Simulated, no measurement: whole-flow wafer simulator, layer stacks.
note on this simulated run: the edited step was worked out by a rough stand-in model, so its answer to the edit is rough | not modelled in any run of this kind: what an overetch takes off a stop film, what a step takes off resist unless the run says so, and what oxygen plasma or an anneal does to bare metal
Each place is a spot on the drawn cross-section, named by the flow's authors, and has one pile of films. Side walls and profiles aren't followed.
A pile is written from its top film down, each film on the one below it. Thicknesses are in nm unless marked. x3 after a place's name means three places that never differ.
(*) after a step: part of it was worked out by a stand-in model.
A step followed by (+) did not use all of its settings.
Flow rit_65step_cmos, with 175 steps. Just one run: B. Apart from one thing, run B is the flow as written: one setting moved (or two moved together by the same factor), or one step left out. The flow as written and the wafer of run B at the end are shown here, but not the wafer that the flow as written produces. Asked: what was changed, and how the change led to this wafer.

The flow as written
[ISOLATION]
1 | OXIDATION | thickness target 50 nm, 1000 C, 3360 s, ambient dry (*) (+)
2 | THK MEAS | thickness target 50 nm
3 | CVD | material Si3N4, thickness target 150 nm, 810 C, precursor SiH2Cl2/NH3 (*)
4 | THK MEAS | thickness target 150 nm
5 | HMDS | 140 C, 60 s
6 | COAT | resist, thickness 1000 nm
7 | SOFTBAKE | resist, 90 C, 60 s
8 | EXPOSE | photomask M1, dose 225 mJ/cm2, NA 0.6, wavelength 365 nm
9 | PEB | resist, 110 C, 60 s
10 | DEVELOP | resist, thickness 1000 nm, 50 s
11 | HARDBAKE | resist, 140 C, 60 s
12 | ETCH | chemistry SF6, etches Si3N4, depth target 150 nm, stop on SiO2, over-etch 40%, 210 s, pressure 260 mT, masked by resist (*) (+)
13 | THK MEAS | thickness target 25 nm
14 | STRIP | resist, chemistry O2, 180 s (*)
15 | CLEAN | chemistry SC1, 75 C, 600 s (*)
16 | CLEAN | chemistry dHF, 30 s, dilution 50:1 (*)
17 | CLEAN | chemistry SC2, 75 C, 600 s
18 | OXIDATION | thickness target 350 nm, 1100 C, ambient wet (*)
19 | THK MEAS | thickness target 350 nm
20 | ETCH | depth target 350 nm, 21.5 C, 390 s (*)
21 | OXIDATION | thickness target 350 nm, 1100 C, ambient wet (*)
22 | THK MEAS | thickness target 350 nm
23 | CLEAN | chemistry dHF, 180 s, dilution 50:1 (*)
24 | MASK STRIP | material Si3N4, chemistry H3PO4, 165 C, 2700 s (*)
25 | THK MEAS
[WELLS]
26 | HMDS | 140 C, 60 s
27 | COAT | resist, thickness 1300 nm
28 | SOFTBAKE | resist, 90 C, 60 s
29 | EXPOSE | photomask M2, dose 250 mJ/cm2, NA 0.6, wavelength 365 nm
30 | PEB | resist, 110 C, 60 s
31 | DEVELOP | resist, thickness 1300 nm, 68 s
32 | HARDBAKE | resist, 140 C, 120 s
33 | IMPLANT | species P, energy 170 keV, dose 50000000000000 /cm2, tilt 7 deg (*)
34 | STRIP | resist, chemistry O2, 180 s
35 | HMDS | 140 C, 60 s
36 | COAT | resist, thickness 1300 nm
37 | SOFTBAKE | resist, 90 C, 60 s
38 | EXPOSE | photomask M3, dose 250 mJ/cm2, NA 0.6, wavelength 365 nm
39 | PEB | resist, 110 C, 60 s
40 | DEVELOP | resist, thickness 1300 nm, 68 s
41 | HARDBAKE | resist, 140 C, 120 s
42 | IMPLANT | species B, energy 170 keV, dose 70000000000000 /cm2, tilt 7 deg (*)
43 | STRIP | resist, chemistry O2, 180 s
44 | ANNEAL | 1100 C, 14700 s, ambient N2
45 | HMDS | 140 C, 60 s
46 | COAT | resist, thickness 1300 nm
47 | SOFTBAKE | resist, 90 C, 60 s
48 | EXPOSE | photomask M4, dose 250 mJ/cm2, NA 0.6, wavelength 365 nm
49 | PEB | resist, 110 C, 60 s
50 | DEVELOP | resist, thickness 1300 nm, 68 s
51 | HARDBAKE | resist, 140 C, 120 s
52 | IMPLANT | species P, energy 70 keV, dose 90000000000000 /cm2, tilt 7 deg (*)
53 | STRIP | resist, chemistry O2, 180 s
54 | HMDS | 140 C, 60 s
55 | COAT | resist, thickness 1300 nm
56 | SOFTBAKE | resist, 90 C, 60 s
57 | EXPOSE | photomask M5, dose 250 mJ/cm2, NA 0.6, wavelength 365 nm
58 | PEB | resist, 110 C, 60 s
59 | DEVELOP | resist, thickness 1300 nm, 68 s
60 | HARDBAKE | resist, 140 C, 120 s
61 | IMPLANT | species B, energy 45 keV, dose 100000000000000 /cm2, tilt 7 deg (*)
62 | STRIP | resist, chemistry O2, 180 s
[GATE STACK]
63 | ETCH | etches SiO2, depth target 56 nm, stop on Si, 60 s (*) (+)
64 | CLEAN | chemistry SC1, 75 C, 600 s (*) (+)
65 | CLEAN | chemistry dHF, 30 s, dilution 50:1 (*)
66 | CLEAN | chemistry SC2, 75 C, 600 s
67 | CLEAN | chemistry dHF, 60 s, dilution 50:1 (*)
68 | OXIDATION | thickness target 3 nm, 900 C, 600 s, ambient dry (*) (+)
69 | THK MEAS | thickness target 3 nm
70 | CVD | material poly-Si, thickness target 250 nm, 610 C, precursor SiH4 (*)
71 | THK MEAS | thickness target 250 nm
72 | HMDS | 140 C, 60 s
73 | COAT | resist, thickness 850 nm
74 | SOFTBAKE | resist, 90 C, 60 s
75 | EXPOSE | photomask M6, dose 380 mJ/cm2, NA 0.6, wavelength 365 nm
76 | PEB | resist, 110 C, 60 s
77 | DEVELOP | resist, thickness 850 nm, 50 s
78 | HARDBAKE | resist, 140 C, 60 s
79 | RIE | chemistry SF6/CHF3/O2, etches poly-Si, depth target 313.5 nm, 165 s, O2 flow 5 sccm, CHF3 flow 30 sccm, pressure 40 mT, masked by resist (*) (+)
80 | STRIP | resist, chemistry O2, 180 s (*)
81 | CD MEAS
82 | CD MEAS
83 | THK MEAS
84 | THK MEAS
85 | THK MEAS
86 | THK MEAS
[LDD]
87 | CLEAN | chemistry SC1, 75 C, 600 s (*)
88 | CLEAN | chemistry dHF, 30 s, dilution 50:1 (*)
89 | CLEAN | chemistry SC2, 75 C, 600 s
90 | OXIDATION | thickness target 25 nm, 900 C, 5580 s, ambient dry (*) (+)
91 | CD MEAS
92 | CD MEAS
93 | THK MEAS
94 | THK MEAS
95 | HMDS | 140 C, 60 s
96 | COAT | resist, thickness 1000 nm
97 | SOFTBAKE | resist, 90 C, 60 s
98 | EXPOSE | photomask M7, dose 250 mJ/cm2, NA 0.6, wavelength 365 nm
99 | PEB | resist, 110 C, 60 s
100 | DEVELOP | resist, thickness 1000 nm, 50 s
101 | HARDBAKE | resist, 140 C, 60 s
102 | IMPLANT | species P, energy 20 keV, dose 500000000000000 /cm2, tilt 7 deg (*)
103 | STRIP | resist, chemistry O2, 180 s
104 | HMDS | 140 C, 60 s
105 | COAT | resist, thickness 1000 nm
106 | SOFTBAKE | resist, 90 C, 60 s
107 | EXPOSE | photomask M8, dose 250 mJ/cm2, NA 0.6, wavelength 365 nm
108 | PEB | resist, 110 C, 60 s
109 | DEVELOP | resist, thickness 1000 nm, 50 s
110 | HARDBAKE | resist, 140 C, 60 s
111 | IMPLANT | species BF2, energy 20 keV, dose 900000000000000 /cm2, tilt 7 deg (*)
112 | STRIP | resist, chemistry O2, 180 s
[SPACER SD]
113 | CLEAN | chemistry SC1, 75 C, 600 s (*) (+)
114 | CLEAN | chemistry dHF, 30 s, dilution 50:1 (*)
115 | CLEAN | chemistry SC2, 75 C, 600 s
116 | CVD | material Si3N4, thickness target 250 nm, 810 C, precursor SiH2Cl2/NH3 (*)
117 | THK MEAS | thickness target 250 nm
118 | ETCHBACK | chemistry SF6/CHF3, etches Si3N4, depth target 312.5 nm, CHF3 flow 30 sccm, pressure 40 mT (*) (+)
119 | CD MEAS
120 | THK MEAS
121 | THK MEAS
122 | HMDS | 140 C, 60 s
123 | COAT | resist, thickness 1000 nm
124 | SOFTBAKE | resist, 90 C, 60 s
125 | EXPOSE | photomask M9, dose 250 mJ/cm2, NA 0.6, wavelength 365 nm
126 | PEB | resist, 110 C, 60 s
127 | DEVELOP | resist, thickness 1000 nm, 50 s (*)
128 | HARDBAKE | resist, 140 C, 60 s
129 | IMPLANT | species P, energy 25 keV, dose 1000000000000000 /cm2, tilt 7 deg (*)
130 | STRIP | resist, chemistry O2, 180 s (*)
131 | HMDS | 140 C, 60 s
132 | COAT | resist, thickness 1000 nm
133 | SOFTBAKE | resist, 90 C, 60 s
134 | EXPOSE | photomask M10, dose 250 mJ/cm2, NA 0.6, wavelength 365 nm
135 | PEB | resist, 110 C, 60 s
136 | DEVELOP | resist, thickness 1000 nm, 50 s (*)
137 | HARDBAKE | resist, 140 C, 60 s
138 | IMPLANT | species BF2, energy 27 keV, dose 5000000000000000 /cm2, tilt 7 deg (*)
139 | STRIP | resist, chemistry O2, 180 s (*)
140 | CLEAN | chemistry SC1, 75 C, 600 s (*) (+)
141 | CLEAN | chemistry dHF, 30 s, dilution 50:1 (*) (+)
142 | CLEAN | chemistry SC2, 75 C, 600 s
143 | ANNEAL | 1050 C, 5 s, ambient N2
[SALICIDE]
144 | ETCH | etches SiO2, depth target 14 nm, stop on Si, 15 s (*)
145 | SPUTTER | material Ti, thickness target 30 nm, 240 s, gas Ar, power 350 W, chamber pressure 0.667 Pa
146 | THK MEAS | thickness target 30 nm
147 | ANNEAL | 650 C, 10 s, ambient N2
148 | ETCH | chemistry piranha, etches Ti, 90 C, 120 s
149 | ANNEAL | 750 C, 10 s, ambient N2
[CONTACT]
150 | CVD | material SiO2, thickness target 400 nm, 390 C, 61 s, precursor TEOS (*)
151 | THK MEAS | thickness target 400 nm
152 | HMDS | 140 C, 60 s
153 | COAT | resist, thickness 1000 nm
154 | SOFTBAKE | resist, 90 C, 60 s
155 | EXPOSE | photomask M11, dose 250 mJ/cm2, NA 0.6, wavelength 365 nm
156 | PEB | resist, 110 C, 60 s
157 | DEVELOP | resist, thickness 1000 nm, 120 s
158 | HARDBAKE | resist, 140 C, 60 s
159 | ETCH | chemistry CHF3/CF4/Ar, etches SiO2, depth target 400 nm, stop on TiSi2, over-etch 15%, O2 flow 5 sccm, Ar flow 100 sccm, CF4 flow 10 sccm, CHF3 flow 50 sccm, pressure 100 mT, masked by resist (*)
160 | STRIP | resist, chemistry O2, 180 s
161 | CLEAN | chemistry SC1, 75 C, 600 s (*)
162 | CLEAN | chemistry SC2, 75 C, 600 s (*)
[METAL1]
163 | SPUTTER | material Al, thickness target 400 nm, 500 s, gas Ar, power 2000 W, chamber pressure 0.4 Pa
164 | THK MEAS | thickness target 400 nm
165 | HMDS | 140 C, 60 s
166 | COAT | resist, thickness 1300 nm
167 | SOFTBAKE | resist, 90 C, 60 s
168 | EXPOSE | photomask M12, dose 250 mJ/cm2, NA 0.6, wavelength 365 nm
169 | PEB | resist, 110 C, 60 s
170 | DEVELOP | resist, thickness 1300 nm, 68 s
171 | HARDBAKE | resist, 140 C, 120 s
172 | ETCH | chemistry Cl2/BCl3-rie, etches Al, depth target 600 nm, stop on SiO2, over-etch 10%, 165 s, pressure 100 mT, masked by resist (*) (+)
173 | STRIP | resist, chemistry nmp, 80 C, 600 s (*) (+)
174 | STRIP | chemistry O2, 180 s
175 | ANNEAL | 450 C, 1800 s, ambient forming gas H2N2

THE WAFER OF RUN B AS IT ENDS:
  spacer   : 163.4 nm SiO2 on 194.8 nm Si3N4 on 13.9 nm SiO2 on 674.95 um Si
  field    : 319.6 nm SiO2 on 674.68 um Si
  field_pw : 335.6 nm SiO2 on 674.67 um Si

What caused this: step 150, CVD: thickness target 200 nm was run, while the flow as written has thickness target 400 nm.

The path from the change to this, step by step:
  150 | CVD | material SiO2, thickness target 400 nm, 390 C, 61 s, precursor TEOS (*)
      field, field_pw, field_nw, field_p: SiO2 gains 200 (it would be, as written: SiO2 gains 400)
      spacer, spacer_p: SiO2 gains 200 (new film) (it would be, as written: SiO2 gains 400 (new film))
      (as well as at 2 more places)
  159 | ETCH | chemistry CHF3/CF4/Ar, etches SiO2, depth target 400 nm, stop on TiSi2, over-etch 15%, O2 flow 5 sccm, Ar flow 100 sccm, CF4 flow 10 sccm, CHF3 flow 50 sccm, pressure 100 mT, masked by resist (*)
      field, field_pw, field_nw, field_p, gate_n, gate_p, spacer, spacer_p: resist loses 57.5 (it would be, as written: resist loses 115)
  160 | STRIP | resist, chemistry O2, 180 s
      field: resist loses 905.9 (all of it) (it would be, as written: resist loses 851 (all of it))
      field_pw: resist loses 875.8 (all of it) (it would be, as written: resist loses 820.1 (all of it))
      (as well as at 6 more places)
  163 | SPUTTER | material Al, thickness target 400 nm, 500 s, gas Ar, power 2000 W, chamber pressure 0.4 Pa
      gate_n, gate_p: Al gains 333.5 (new film) (it would be, as written: Al gains 396 (new film))
  166 | COAT | resist, thickness 1300 nm
      gate_n: resist gains 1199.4 (new film) (it would be, as written: resist gains 1131.7 (new film))
      gate_p: resist gains 1201.6 (new film) (it would be, as written: resist gains 1135.6 (new film))
  169 | PEB | resist, 110 C, 60 s
      gate_n: resist loses 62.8 (it would be, as written: resist loses 59.1)
      gate_p: resist loses 63 (it would be, as written: resist loses 59.3)
  170 | DEVELOP | resist, thickness 1300 nm, 68 s
      gate_n: resist loses 1136.5 (all of it) (it would be, as written: resist loses 1072.6 (all of it))
      gate_p: resist loses 1138.7 (all of it) (it would be, as written: resist loses 1076.3 (all of it))
  172 | ETCH | chemistry Cl2/BCl3-rie, etches Al, depth target 600 nm, stop on SiO2, over-etch 10%, 165 s, pressure 100 mT, masked by resist (*) (+)
      gate_n, gate_p: Al loses 333.5 (all of it), SiO2 loses 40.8 (it would be, as written: Al loses 396 (all of it), SiO2 loses 33)
